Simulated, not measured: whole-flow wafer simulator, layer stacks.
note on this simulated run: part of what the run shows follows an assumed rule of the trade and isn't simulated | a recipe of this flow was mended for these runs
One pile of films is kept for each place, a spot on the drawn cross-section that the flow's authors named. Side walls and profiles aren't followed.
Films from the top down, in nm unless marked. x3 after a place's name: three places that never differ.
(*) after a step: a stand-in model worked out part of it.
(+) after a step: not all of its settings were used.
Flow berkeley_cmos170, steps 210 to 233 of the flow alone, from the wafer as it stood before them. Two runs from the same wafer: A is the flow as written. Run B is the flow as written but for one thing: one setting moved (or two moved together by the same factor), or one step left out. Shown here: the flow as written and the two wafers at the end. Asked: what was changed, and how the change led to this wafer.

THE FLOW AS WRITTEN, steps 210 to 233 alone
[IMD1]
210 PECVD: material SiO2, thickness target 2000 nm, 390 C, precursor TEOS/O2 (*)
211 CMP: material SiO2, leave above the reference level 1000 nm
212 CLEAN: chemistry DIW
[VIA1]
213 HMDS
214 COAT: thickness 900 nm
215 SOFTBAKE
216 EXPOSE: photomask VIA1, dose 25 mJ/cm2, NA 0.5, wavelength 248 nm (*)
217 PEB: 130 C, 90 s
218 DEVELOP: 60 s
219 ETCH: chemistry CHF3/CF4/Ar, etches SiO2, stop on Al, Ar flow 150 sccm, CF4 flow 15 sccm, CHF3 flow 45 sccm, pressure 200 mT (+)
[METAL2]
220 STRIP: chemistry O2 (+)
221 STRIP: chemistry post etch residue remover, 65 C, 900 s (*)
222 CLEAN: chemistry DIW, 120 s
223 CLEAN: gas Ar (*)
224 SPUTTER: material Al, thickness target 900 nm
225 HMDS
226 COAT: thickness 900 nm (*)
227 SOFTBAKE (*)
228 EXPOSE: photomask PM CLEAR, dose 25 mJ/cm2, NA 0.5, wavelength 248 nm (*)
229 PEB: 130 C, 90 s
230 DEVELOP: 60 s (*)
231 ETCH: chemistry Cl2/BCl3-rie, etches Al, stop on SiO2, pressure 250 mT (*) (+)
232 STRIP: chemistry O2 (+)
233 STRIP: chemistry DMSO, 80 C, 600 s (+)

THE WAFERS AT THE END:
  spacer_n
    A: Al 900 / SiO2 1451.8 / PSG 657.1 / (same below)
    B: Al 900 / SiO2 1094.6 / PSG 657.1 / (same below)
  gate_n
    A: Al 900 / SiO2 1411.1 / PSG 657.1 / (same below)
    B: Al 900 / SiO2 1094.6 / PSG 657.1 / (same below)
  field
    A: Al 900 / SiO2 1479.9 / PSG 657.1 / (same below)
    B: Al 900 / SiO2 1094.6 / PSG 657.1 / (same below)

The cause: step 210, PECVD: thickness target 1100 nm was run, where the flow has thickness target 2000 nm.

How the change led to this, step by step:
  210 PECVD: material SiO2, thickness target 2000 nm, 390 C, precursor TEOS/O2 (*)
      field, mark, spacer_n and 7 more: A SiO2 +2000 (new film) | B SiO2 +1100 (new film)
      sd_n: A SiO2 +2000 (new film) | B SiO2 +1072.1 (new film)
      (and at 2 more places)
  211 CMP: material SiO2, leave above the reference level 1000 nm
      spacer_n, spacer_p: A SiO2 -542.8 | B nothing
      gate_n, gate_p: A SiO2 -583.6 | B nothing
      (and at 9 more places)
  214 COAT: thickness 900 nm
      sd_n: A KrF-resist +900 (new film) | B KrF-resist +1063.6 (new film)
      spacer_n: A KrF-resist +900 (new film) | B KrF-resist +867.4 (new film)
      (and at 9 more places)
  217 PEB: 130 C, 90 s
      contact: A KrF-resist -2 | B KrF-resist -3.52
      m2: A KrF-resist -2 | B KrF-resist -1.46
  218 DEVELOP: 60 s
      via1: A KrF-resist -898 (all of it) | B KrF-resist -764.1 (all of it)
  220 STRIP: chemistry O2 (+)
      sd_n: A KrF-resist -607.6 (all of it) | B KrF-resist -770.8 (all of it)
      spacer_n: A KrF-resist -607.6 (all of it) | B KrF-resist -575.2 (all of it)
      (and at 8 more places)
  224 SPUTTER: material Al, thickness target 900 nm
      sd_n: A Al +900 (new film) | B Al +878 (new film)
      sd_p: A Al +900 (new film) | B Al +848.7 (new film)
      (and at 1 more place)
  226 COAT: thickness 900 nm (*)
      sd_n: A KrF-resist +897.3 (new film) | B KrF-resist +1086.3 (new film)
      spacer_n: A KrF-resist +899.9 (new film) | B KrF-resist +868.1 (new film)
      (and at 9 more places)
  229 PEB: 130 C, 90 s
      sd_n: A KrF-resist -1.99 | B KrF-resist -2.5
      sd_p: A KrF-resist -2 | B KrF-resist -2.56
      (and at 2 more places)
  232 STRIP: chemistry O2 (+)
      sd_n: A KrF-resist -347 (all of it) | B KrF-resist -535.5 (all of it)
      spacer_n: A KrF-resist -349.7 (all of it) | B KrF-resist -317.9 (all of it)
      (and at 9 more places)
